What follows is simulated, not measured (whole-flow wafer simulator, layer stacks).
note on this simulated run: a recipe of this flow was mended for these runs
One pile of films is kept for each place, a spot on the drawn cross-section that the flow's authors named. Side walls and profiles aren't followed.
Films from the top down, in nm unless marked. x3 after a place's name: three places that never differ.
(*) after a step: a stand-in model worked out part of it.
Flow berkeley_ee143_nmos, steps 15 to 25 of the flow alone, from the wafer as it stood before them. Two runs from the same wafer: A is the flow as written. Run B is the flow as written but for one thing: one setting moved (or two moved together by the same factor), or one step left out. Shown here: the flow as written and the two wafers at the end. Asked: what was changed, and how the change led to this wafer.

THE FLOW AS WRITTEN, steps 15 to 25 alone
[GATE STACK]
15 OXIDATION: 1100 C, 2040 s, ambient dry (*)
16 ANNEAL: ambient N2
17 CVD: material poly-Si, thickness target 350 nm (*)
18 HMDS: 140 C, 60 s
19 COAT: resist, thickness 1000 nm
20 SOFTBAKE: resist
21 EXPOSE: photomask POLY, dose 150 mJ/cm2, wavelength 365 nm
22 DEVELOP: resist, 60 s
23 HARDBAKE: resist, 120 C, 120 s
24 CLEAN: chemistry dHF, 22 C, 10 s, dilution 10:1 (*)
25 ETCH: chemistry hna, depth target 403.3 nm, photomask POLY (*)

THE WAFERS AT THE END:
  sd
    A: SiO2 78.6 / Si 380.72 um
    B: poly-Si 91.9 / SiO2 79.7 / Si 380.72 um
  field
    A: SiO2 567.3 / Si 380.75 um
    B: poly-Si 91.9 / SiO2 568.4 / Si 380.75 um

The cause: step 25, ETCH: depth target 258.1 nm was run, where the flow has depth target 403.3 nm.

How the change led to this, step by step:
  25 ETCH: chemistry hna, depth target 403.3 nm, photomask POLY (*)
      sd, contact, field: A poly-Si -350 (all of it), SiO2 -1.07 | B poly-Si -258.1
